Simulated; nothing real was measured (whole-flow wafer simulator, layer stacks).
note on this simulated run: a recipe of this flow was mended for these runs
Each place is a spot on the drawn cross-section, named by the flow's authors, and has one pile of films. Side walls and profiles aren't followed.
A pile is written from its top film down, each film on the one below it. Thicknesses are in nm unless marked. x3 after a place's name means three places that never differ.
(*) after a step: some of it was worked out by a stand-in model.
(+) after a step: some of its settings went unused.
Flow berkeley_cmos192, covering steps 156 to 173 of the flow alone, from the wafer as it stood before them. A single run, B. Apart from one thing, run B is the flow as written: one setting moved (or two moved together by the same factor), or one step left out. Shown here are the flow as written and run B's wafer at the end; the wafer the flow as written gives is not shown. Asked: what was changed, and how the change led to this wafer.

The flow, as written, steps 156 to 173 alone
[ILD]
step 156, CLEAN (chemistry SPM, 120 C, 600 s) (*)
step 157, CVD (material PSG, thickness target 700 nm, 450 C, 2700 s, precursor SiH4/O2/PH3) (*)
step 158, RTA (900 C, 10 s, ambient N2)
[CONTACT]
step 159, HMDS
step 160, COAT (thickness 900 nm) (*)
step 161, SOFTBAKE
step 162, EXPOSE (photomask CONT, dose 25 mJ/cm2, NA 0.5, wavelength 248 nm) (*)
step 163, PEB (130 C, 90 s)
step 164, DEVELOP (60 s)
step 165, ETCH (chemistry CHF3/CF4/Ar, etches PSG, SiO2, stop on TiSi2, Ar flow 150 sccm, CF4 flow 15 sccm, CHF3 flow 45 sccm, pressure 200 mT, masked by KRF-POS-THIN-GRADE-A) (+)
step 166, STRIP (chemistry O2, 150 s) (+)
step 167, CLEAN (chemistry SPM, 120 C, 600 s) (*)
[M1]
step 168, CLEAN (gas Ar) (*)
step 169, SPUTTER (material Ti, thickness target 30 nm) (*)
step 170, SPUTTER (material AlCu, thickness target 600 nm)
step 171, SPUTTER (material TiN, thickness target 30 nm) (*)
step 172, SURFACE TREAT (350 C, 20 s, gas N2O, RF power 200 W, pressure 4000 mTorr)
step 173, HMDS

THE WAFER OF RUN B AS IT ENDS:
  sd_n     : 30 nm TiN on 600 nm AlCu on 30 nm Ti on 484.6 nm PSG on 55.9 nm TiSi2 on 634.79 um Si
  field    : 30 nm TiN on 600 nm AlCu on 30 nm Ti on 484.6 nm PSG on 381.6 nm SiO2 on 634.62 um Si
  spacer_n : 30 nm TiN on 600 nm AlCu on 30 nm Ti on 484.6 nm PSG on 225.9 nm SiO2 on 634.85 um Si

Cause: step 157, CVD: thickness target 490 nm was run, while the flow as written has thickness target 700 nm; step 157, CVD: 1890 s was run, where the flow has 2700 s.

Step by step, how the change led to this:
  step 157, CVD (material PSG, thickness target 700 nm, 450 C, 2700 s, precursor SiH4/O2/PH3) (*)
      field, sd_n, spacer_n, gate, spacer_p, gate_p, contact, m1: +490 PSG (new film) (in the flow as written it would be: +700 PSG (new film))
      sd_p: +469.7 PSG (new film) (in the flow as written it would be: +668 PSG (new film))
  step 165, ETCH (chemistry CHF3/CF4/Ar, etches PSG, SiO2, stop on TiSi2, Ar flow 150 sccm, CF4 flow 15 sccm, CHF3 flow 45 sccm, pressure 200 mT, masked by KRF-POS-THIN-GRADE-A) (+)
      field, sd_n, spacer_n, gate, sd_p, spacer_p, gate_p, m1: -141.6 KrF-resist (in the flow as written it would be: -194.1 KrF-resist)
      contact: -490 PSG (all of it), -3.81 TiSi2 (in the flow as written it would be: -700 PSG (all of it), -3.81 TiSi2)
  step 166, STRIP (chemistry O2, 150 s) (+)
      field: -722 KrF-resist (all of it) (in the flow as written it would be: -672.6 KrF-resist (all of it))
      sd_n: -835.8 KrF-resist (all of it) (in the flow as written it would be: -784.4 KrF-resist (all of it))
      (and at 6 other places as well)
  step 169, SPUTTER (material Ti, thickness target 30 nm) (*)
      contact: +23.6 Ti (new film) (in the flow as written it would be: +21.1 Ti (new film))
  step 170, SPUTTER (material AlCu, thickness target 600 nm)
      contact: +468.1 AlCu (new film) (in the flow as written it would be: +411.7 AlCu (new film))
  step 171, SPUTTER (material TiN, thickness target 30 nm) (*)
      contact: +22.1 TiN (new film) (in the flow as written it would be: +16 TiN (new film))
